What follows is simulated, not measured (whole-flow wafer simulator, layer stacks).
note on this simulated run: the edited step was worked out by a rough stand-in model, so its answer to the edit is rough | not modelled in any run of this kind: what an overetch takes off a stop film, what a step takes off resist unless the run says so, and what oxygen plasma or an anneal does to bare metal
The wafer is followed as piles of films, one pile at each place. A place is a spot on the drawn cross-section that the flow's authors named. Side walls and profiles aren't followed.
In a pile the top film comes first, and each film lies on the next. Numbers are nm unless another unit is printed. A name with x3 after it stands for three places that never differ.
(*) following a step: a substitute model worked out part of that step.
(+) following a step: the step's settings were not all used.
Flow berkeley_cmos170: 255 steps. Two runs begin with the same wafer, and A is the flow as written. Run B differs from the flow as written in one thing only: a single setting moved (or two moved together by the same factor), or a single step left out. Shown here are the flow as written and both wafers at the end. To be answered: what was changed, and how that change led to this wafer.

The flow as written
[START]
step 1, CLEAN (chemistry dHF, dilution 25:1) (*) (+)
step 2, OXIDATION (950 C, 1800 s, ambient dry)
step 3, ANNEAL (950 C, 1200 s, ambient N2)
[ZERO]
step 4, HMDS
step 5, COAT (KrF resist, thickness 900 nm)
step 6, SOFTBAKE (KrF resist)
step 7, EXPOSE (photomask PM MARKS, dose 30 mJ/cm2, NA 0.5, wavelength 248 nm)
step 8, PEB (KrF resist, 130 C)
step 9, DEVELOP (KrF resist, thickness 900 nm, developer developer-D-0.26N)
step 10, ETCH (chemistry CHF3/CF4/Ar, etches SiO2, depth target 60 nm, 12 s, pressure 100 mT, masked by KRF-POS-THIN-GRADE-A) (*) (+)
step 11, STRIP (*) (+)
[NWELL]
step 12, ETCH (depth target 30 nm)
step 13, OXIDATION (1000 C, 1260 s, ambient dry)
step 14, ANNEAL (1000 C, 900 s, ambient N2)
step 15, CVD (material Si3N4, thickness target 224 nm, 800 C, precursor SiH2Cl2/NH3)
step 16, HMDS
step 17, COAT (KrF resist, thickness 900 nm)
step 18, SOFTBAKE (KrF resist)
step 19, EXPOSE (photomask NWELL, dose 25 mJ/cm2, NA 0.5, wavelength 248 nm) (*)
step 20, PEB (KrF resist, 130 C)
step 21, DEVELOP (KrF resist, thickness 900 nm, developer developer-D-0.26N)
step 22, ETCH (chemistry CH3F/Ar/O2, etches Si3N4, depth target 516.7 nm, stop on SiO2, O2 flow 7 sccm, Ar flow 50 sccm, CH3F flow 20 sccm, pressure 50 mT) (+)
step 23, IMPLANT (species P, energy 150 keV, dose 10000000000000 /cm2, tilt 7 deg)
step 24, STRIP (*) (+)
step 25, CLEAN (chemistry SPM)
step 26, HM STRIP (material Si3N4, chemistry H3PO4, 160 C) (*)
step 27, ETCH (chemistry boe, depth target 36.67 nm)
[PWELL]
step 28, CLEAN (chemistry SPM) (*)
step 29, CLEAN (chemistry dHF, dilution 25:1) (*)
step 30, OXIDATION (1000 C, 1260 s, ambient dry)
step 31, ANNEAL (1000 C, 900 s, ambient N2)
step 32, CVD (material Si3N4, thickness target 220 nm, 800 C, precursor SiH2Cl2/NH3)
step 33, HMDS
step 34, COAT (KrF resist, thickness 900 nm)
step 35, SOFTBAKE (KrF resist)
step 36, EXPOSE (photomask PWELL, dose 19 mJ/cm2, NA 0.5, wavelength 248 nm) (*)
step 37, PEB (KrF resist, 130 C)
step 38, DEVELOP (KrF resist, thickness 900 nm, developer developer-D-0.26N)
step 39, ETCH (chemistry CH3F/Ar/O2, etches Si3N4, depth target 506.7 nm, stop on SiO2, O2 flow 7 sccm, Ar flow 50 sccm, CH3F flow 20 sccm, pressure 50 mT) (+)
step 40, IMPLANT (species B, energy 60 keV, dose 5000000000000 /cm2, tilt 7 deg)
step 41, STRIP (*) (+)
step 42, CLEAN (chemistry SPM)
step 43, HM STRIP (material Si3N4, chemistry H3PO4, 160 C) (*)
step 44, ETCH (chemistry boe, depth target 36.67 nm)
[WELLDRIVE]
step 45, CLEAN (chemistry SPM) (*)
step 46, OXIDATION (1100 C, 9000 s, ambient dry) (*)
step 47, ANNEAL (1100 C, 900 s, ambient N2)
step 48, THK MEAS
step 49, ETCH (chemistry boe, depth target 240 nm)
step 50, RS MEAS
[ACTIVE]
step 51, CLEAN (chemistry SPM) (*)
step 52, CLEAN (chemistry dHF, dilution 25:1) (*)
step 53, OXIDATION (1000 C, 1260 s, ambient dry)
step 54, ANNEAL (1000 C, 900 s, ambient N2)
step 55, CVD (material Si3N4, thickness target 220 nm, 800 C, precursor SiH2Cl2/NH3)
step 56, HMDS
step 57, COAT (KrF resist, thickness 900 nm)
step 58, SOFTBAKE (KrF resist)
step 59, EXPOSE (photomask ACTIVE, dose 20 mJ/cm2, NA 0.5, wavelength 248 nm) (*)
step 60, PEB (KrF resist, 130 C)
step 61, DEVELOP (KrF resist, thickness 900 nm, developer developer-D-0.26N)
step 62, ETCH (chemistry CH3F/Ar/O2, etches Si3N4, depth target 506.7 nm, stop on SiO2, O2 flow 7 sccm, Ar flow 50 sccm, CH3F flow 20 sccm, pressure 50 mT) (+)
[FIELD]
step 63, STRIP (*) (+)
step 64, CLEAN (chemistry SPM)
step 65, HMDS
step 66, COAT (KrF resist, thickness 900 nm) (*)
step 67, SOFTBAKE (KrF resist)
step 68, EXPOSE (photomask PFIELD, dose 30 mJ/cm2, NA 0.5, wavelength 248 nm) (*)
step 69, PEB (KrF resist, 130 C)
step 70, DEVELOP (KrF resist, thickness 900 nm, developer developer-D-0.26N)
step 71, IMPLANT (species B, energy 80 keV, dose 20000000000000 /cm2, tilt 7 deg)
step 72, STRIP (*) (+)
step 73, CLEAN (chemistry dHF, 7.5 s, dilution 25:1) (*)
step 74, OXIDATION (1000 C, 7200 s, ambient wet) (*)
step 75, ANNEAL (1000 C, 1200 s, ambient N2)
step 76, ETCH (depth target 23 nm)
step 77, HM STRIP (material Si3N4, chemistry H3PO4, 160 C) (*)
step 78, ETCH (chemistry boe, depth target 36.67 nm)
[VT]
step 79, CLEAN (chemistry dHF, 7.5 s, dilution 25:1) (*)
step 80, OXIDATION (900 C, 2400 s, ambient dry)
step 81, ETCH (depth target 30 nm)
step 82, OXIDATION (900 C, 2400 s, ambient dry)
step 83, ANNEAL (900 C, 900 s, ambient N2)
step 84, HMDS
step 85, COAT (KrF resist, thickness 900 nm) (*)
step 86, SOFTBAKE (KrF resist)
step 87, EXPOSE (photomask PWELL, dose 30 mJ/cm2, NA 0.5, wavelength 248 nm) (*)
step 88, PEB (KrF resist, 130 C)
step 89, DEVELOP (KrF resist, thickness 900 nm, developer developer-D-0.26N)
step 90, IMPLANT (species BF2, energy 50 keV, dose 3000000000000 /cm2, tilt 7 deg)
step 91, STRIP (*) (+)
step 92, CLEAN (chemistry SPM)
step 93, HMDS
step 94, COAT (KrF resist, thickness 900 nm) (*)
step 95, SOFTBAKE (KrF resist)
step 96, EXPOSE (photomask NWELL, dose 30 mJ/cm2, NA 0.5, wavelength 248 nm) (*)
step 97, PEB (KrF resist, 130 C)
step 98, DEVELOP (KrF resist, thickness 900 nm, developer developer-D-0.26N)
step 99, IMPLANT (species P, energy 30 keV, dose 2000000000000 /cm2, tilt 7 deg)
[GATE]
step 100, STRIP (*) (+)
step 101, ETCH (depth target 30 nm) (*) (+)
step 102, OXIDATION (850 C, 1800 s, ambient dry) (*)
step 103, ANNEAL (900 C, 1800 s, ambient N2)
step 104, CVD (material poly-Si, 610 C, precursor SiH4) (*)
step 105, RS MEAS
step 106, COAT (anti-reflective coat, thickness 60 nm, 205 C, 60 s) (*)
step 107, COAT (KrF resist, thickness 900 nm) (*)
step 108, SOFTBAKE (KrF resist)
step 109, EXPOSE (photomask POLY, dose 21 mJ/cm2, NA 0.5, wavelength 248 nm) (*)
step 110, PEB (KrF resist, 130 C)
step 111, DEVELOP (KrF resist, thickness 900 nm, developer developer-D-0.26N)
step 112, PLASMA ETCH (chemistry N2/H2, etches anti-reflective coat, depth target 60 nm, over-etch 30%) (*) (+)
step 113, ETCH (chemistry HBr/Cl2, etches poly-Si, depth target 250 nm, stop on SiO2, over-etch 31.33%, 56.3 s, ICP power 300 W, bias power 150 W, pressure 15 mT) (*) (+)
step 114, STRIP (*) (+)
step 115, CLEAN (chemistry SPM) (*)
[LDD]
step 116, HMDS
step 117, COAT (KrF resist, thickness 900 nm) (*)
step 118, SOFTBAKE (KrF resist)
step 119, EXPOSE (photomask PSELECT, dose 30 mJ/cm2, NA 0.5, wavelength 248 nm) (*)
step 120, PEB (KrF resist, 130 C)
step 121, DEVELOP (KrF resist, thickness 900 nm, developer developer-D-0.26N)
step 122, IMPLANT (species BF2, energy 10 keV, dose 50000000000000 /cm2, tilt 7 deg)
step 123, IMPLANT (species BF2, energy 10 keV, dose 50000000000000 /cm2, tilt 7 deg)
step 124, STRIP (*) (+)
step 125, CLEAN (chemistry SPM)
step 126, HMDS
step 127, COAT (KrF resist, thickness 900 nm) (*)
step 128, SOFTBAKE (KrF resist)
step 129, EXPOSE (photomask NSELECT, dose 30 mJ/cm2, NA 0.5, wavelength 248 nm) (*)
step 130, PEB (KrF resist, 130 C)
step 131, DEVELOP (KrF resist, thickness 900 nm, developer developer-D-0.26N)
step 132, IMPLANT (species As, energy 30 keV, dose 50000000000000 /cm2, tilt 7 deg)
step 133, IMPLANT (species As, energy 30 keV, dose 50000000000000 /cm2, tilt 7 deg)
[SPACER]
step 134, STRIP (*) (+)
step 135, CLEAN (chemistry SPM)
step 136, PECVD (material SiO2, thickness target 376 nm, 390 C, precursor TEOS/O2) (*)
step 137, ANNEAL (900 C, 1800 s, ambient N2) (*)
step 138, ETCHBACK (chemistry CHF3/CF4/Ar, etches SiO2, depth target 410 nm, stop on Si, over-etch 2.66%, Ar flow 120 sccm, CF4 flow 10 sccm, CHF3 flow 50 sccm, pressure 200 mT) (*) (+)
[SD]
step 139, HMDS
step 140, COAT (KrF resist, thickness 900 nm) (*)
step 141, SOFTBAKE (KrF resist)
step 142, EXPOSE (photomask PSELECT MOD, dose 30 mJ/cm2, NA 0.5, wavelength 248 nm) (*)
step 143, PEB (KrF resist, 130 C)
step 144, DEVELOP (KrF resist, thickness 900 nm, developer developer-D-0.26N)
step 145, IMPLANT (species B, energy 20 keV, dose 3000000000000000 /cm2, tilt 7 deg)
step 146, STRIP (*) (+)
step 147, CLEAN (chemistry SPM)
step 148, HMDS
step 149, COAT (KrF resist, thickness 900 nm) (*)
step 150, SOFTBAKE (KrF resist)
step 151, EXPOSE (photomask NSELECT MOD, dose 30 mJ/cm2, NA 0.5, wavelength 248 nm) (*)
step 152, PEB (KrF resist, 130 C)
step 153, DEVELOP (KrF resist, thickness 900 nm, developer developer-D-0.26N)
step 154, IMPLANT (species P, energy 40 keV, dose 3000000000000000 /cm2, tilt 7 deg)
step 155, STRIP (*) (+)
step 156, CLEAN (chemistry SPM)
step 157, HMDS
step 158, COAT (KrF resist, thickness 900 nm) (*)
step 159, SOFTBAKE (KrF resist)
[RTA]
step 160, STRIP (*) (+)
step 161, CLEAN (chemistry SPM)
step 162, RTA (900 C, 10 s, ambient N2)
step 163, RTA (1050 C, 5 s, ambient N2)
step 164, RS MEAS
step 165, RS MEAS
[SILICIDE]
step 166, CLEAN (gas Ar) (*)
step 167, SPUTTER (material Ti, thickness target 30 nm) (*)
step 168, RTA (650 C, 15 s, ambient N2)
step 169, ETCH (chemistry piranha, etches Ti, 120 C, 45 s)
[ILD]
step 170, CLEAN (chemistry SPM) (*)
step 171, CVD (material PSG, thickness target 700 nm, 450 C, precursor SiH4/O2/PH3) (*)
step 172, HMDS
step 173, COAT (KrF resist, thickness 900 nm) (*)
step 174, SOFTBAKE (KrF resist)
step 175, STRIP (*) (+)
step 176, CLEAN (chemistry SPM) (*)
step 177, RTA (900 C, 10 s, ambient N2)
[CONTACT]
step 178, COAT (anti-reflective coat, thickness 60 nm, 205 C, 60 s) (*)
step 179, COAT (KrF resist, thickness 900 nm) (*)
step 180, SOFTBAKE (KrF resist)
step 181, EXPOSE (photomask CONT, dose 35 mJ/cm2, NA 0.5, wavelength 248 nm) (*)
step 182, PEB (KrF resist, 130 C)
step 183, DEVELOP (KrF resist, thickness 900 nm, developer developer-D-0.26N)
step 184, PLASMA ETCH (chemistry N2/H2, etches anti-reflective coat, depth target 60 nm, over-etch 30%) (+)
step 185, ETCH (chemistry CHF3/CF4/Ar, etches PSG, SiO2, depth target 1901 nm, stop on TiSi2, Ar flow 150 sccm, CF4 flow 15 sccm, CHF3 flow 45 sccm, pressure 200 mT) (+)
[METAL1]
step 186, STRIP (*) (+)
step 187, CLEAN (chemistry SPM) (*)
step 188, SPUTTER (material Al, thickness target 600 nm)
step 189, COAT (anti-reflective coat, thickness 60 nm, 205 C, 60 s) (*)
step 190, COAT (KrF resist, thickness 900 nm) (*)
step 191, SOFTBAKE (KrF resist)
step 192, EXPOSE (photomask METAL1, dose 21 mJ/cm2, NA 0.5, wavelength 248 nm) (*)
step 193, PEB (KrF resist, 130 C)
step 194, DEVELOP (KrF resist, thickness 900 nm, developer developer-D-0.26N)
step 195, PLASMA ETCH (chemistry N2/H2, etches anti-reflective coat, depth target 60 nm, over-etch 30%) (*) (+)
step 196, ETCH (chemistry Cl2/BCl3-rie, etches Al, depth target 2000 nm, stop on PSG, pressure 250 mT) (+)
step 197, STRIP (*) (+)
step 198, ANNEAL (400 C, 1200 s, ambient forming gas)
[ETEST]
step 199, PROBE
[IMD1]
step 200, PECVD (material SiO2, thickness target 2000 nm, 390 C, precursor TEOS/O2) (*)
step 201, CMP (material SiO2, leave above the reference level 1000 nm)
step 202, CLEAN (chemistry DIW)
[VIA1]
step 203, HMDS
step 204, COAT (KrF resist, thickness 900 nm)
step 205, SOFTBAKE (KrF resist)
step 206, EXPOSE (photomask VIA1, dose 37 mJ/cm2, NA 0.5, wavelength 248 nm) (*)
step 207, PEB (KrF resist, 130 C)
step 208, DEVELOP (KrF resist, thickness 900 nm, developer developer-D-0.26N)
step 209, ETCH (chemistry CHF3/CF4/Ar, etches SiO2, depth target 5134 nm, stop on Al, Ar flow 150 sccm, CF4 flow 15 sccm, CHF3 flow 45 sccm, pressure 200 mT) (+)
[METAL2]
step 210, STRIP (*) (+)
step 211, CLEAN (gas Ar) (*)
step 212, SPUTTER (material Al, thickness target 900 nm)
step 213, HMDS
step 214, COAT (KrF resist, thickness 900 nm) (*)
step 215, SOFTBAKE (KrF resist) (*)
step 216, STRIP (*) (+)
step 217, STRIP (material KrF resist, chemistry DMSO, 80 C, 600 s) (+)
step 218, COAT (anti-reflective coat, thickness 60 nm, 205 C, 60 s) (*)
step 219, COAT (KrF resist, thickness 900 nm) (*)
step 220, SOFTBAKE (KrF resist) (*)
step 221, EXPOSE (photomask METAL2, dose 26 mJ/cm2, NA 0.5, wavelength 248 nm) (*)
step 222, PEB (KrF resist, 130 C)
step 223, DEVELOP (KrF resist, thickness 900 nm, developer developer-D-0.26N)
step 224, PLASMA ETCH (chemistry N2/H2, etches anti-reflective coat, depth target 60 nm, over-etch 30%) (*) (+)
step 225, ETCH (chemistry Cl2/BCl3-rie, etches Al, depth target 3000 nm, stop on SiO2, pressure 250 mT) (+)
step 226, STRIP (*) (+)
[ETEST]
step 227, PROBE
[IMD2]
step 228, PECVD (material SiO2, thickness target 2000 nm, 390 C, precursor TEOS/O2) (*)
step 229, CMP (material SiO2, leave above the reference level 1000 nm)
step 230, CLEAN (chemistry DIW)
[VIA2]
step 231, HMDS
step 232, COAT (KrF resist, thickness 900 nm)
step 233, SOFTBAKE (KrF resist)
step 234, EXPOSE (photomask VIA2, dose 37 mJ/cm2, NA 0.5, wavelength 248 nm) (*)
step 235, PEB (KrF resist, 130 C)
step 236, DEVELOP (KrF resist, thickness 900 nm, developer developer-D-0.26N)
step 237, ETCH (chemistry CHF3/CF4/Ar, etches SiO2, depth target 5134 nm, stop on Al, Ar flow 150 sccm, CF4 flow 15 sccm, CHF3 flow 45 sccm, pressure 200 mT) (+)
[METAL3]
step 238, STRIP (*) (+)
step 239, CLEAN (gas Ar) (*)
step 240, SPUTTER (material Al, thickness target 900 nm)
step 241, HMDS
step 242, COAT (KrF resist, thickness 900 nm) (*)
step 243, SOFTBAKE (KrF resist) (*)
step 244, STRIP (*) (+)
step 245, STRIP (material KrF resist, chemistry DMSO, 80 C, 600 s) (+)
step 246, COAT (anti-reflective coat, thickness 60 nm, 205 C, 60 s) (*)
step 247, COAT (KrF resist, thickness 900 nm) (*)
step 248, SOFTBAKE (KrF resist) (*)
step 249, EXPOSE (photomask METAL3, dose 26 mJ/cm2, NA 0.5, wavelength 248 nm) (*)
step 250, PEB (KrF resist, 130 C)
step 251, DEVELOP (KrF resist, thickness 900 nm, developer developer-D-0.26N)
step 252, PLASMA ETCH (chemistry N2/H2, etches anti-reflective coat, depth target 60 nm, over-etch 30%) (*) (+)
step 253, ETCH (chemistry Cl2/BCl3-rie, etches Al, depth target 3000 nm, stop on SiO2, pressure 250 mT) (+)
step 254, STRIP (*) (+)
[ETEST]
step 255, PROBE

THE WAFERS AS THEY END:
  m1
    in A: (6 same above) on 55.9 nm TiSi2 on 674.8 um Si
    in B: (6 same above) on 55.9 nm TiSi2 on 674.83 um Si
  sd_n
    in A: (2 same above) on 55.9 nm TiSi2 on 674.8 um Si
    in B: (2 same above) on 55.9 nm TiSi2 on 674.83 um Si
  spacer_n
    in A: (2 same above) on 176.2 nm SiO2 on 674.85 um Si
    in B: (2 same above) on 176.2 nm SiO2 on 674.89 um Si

What caused this: step 46, OXIDATION: 4005 s was run, whereas the flow has 9000 s.

How this came from the change, step by step:
  step 46, OXIDATION (1100 C, 9000 s, ambient dry) (*)
      field, sd_n, spacer_n and 9 more: A SiO2 gains 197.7 (new film), chemical SiO2 loses 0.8 (all of it), Si loses 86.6 | B SiO2 gains 120.2 (new film), chemical SiO2 loses 0.8 (all of it), Si loses 52.5
  step 49, ETCH (chemistry boe, depth target 240 nm)
      field, sd_n, spacer_n and 9 more: A SiO2 loses 197.7 (all of it) | B SiO2 loses 120.2 (all of it)
